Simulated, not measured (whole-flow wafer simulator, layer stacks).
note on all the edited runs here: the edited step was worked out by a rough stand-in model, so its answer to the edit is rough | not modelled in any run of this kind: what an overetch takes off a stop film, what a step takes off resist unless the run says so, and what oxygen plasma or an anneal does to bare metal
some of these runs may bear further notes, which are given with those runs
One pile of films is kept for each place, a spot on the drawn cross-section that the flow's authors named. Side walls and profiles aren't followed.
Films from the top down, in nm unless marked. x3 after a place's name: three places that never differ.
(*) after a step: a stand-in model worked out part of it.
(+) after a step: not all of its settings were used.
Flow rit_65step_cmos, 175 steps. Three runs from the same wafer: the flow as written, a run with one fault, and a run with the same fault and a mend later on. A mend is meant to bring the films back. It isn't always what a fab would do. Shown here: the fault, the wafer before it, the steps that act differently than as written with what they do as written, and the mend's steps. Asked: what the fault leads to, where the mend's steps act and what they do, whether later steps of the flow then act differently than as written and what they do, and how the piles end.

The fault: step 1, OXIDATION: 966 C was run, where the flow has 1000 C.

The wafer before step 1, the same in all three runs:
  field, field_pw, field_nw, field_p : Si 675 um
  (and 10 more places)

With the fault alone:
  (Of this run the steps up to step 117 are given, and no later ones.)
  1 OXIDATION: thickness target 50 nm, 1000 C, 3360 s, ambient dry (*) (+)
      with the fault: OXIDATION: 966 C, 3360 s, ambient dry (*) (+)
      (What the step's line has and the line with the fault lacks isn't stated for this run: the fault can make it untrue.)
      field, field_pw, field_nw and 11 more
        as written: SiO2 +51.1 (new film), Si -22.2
        with the fault: SiO2 +38.8 (new film), Si -16.8
  Later steps of the flow that act differently than as written (37 more steps differ only slightly, by at most 2% or 0.5 nm, whichever is larger, and aren't shown):
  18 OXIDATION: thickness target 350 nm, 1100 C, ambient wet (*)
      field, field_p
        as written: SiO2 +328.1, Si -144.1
        with the fault: SiO2 +337.3, Si -148.1
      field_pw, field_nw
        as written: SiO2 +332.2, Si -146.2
        with the fault: SiO2 +341.5, Si -150.2
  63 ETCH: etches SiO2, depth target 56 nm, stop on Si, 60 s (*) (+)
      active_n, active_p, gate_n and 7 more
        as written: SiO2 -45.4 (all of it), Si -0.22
        with the fault: SiO2 -33.1 (all of it), Si -0.47
  After step 117 the piles differ from the flow's only slightly at the places that both follow, by at most 2% or 0.5 nm, whichever is larger.

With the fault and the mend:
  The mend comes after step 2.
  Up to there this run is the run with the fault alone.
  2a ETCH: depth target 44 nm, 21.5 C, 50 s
      field, field_pw, field_nw and 11 more
        SiO2 -38.8 (all of it)
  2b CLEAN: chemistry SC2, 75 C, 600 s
      field, field_pw, field_nw and 11 more
        chemical SiO2 +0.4 (new film), Si -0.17
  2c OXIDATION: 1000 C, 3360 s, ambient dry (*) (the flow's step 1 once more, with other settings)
      field, field_pw, field_nw and 11 more
        SiO2 +51 (new film), chemical SiO2 -0.4 (all of it), Si -22.3
  Later steps of the flow that act differently than as written (17 more steps differ only slightly, by at most 2% or 0.5 nm, whichever is larger, and aren't shown):
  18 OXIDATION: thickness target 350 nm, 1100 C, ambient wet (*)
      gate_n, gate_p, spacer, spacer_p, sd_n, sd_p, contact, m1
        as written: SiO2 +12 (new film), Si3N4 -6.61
        with the mend: SiO2 +12 (new film), Si3N4 -6.61, SiO2 +0.03
  At the end the piles differ from the flow's only slightly at the places that both follow, by at most 2% or 0.5 nm, whichever is larger.
